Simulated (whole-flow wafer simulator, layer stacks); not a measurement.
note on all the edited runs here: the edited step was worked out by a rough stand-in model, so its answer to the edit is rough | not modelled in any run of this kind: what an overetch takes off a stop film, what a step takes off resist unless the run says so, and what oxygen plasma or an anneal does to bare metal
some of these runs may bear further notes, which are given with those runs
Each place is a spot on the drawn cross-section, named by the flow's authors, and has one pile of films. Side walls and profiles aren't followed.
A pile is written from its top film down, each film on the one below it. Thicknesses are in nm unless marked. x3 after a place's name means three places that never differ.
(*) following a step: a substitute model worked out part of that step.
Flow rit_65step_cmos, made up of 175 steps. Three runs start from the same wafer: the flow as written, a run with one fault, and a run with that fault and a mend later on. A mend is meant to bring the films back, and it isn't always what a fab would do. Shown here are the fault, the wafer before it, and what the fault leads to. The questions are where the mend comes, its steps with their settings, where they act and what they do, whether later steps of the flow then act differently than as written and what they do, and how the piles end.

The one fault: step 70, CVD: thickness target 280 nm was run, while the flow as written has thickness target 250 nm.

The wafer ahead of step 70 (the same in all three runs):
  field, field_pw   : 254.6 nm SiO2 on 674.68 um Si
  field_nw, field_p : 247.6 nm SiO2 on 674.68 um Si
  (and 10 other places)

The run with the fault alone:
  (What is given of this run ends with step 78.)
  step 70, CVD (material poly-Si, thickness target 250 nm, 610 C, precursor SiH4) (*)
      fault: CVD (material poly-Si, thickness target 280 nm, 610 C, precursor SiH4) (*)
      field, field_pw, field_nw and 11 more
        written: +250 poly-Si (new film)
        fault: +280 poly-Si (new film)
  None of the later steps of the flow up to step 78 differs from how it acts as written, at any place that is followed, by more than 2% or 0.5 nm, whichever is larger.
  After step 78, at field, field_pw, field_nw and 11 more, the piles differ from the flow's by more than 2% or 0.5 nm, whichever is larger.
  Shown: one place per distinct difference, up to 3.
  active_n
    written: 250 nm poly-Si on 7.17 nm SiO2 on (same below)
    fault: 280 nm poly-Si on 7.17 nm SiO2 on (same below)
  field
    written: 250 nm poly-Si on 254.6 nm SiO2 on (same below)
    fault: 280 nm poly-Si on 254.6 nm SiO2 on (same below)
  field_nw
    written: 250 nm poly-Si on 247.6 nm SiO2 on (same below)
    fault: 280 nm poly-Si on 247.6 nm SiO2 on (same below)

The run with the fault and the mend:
  The mend follows step 71.
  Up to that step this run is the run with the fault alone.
  step 71a, ETCH (chemistry tmah, depth target 322 nm)
      field, field_pw, field_nw and 11 more
        -280 poly-Si (all of it)
  step 71b, CLEAN (chemistry SC2, 75 C, 600 s) (the flow's step 66, run once more)
      does not change any film at any place that is followed
  step 71c, CVD (material poly-Si, thickness target 250 nm, 610 C, precursor SiH4) (*) (the flow's step 70, run once more)
      field, field_pw, field_nw and 11 more
        +250 poly-Si (new film)
  None of the later steps of the flow acts differently than as written at any place that is followed.
  By the end, the piles equal the flow's at every place that both follow.
